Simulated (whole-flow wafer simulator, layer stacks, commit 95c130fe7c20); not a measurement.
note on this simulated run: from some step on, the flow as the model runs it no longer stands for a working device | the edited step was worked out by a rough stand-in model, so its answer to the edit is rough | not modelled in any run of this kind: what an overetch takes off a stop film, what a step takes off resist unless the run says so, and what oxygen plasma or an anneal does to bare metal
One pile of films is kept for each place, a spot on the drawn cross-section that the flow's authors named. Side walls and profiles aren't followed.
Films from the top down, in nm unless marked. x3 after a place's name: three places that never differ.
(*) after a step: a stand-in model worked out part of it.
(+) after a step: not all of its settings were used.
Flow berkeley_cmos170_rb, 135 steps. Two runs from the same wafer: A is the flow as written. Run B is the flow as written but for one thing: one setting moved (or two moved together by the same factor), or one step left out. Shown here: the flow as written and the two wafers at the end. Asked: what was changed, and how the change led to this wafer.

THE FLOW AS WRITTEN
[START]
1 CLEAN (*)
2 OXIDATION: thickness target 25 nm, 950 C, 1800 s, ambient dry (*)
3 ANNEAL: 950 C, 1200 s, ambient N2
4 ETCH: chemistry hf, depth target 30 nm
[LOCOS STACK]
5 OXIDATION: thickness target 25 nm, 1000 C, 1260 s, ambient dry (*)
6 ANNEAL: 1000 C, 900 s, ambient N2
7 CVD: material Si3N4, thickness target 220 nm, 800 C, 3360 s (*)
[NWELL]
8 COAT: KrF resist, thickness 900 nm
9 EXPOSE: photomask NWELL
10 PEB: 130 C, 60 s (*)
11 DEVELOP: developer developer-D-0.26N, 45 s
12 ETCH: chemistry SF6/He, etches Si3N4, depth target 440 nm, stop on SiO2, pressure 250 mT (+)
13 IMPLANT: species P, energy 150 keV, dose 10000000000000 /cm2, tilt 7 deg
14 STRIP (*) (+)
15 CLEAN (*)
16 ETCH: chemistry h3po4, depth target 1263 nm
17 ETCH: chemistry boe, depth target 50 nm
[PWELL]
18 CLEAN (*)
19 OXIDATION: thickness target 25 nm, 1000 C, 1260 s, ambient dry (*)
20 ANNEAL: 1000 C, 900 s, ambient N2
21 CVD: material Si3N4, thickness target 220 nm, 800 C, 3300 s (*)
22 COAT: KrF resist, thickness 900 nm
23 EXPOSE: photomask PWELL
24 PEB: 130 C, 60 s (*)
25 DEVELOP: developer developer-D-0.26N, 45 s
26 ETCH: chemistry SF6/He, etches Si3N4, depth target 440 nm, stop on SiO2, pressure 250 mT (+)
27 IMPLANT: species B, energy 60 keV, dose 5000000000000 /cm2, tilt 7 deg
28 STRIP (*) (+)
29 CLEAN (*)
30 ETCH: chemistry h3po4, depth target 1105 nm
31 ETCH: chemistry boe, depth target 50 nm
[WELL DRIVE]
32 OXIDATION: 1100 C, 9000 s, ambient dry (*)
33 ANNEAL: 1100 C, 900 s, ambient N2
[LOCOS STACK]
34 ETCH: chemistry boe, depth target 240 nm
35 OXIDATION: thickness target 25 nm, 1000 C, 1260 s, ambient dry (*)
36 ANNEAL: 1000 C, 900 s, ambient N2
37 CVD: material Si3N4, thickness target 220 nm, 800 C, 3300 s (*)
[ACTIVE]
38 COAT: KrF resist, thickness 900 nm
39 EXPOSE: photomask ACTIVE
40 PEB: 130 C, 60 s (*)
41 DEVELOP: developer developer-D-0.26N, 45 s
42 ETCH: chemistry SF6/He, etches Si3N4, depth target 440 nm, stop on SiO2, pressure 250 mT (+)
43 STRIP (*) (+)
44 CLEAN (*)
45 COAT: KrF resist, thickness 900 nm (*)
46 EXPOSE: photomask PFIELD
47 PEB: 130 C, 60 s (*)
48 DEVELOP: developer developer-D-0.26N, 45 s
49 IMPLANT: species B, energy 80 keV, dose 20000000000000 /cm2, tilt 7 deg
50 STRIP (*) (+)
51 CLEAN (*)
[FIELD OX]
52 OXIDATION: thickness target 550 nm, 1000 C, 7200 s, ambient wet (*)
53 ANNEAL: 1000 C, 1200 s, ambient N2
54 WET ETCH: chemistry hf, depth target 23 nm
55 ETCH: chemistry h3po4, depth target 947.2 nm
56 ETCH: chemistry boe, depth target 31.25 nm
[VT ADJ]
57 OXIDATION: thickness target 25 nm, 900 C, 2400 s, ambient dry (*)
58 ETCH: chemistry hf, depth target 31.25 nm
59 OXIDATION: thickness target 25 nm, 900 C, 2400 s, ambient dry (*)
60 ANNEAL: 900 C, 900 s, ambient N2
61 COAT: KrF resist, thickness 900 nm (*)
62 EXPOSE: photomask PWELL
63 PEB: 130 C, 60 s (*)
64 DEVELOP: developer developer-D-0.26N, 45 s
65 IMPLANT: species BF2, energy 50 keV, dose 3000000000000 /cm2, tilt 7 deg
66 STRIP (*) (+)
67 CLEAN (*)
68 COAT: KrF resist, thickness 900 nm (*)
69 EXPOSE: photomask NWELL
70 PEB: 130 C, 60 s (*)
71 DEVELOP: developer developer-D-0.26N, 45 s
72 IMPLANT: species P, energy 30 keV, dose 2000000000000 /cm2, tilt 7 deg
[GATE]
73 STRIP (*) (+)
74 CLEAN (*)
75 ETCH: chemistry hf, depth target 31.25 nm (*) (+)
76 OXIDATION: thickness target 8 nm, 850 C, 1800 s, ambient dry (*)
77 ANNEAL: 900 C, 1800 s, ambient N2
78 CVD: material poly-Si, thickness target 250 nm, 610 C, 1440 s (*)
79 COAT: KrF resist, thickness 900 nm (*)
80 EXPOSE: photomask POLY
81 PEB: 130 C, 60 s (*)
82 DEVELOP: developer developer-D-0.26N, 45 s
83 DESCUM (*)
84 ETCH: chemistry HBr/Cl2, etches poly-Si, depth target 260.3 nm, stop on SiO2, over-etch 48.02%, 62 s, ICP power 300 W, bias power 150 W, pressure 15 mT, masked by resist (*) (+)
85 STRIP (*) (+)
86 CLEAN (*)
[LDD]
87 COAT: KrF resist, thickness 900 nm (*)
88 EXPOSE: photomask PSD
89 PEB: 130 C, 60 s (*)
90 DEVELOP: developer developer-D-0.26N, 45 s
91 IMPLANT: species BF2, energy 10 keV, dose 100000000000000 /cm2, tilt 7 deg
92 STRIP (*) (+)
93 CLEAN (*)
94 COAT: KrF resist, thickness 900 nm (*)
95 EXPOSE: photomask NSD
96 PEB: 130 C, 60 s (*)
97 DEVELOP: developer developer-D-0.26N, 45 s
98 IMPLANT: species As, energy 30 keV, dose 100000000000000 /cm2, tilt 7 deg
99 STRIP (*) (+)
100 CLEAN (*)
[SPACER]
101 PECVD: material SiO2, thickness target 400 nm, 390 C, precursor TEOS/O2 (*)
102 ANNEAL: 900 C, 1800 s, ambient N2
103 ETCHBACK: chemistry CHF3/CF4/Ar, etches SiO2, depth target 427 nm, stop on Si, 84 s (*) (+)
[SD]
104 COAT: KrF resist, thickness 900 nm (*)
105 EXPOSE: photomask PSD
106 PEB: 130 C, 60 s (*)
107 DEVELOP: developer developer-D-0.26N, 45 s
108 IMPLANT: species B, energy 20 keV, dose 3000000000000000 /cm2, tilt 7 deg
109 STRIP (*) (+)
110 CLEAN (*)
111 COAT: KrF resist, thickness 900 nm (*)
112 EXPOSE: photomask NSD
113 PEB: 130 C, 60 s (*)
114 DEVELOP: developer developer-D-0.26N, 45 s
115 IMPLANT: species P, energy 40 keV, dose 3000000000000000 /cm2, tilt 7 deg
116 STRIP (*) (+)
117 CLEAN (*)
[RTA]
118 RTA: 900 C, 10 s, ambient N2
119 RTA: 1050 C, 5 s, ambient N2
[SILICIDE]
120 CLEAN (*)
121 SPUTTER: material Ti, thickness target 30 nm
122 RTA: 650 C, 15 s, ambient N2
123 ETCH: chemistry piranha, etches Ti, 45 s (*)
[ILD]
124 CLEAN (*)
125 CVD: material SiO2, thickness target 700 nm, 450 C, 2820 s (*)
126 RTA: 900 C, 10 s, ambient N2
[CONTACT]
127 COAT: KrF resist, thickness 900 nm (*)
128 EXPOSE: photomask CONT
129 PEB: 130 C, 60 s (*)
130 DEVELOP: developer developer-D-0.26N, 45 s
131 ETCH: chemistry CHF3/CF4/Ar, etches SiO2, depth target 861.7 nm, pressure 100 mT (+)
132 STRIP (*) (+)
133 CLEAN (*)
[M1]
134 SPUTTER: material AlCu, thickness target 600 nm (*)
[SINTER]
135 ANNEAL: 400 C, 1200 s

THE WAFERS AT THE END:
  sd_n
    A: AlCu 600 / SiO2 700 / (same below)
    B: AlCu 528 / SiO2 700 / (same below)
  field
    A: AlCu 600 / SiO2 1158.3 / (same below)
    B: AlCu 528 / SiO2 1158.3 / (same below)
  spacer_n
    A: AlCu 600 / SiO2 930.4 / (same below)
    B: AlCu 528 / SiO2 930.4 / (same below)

The cause: step 134, SPUTTER: thickness target 528 nm was run, where the flow has thickness target 600 nm.
It can be read off the wafer: sd_n has AlCu 528, and step 134 as written asks for 600 nm.

How the change led to this, step by step:
  134 SPUTTER: material AlCu, thickness target 600 nm (*)
      field, sd_n, spacer_n, gate, spacer_p, gate_p, m1: A AlCu +600 (new film) | B AlCu +528 (new film)
      sd_p: A AlCu +545.9 (new film) | B AlCu +477.4 (new film)
      (and at 1 more place)
